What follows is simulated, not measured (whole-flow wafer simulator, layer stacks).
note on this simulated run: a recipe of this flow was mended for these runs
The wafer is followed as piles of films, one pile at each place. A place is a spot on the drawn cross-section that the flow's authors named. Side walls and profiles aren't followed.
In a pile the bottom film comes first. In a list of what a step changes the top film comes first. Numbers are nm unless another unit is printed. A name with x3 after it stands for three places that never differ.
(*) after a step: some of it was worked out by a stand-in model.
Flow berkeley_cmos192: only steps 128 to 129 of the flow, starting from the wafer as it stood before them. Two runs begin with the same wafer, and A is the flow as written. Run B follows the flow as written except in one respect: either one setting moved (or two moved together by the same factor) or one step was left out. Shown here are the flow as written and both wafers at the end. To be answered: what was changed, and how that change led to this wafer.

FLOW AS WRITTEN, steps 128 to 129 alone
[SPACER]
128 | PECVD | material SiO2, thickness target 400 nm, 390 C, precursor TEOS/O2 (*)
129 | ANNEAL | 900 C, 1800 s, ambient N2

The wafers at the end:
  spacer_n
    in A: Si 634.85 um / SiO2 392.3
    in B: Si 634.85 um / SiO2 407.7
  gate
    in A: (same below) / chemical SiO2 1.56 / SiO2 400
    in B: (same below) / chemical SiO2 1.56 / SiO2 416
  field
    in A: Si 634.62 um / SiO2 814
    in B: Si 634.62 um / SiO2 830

Cause: step 128, PECVD: thickness target 416 nm was run, while the flow as written has thickness target 400 nm.
The wafer lets one read it off: gate has SiO2 416, and step 128 as written asks for 400 nm.

Step by step, how the change led to this:
  128 | PECVD | material SiO2, thickness target 400 nm, 390 C, precursor TEOS/O2 (*)
      field, sd_n, contact, m1: A SiO2 gains 400 | B SiO2 gains 416
      spacer_n, sd_p, spacer_p: A SiO2 gains 386.5 | B SiO2 gains 401.9
      (also at 2 further places)
